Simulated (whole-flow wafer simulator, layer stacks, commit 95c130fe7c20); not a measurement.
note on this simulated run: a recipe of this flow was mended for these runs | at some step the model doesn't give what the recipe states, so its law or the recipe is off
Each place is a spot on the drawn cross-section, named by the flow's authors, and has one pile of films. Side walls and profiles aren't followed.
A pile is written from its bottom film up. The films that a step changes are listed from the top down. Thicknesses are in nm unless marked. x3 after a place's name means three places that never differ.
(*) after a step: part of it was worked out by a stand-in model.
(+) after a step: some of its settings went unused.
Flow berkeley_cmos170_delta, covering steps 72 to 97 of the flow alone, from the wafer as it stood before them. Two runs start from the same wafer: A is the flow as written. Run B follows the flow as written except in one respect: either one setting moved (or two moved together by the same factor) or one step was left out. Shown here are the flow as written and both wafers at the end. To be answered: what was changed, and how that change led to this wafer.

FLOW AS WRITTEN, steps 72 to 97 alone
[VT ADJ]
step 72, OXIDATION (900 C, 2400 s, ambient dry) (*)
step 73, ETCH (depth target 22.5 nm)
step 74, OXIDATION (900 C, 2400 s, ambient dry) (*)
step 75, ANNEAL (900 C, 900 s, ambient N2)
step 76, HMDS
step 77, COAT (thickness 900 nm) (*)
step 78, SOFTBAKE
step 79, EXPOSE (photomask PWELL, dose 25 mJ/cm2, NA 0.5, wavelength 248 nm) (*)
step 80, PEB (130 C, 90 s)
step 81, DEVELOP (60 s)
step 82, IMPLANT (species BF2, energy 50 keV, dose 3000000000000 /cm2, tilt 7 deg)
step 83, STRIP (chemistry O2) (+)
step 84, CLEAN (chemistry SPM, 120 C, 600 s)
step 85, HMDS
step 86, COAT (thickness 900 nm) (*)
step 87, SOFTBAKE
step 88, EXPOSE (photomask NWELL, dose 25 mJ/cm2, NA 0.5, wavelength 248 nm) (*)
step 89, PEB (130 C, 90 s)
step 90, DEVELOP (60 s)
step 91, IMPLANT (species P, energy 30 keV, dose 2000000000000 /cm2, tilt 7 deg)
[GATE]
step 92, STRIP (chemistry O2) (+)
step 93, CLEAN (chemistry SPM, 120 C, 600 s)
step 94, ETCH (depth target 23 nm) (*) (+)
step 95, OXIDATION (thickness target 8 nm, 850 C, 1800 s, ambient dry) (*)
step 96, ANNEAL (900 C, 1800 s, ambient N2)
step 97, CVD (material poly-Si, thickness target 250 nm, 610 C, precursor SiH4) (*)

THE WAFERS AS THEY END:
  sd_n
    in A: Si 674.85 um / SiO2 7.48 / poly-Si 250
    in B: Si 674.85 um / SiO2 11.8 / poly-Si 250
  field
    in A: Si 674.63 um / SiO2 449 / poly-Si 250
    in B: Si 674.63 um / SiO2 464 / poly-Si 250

What caused this: step 94, ETCH: depth target 8 nm was run, while the flow as written has depth target 23 nm.

Step by step, how the change led to this:
  step 94, ETCH (depth target 23 nm) (*) (+)
      sd_n, spacer_n, gate, sd_p, spacer_p, gate_p, contact, m1: A -14.9 SiO2 (all of it) | B -8 SiO2
      field: A -23 SiO2 | B -8 SiO2
  step 95, OXIDATION (thickness target 8 nm, 850 C, 1800 s, ambient dry) (*)
      sd_n, spacer_n, gate, sd_p, spacer_p, gate_p, contact, m1: A +7.48 SiO2 (new film), -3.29 Si | B +4.81 SiO2, -2.12 Si
